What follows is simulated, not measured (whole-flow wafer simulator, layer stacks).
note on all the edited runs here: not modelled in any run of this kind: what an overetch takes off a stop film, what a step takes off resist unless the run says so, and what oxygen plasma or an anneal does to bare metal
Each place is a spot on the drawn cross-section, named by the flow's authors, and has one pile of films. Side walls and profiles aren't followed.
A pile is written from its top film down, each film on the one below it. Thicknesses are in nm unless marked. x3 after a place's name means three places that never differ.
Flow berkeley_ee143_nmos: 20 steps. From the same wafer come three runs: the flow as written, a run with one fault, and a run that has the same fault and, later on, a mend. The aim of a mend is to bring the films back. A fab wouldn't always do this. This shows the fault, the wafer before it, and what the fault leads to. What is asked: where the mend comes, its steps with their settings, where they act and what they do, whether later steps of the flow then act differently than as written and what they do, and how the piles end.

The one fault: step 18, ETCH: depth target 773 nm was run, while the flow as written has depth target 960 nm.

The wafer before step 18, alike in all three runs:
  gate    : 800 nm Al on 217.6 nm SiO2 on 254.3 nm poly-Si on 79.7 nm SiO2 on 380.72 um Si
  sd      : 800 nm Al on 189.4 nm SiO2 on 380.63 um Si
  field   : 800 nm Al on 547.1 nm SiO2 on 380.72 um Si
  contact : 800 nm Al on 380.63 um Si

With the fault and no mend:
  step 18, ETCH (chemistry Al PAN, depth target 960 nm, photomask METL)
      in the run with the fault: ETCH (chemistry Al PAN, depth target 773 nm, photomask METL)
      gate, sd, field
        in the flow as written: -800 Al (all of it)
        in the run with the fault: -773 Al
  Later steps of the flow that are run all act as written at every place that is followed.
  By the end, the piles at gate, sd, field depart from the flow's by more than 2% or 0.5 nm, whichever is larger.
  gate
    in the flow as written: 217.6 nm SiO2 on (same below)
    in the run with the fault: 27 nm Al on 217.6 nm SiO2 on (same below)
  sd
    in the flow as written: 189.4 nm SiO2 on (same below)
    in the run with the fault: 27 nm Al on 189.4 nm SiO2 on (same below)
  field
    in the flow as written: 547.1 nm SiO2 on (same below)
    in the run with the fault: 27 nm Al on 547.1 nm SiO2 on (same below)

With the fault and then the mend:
  After step 18 comes the mend.
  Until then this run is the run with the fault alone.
  step 18a, ETCH (chemistry Al PAN, depth target 187 nm, photomask METL) (a further turn of the flow's step 18, with different settings)
      gate, sd, field
        -27 Al (all of it)
  Later steps of the flow that are run all act as written at every place that is followed.
  At every place that both follow, the piles at the end match the flow's.
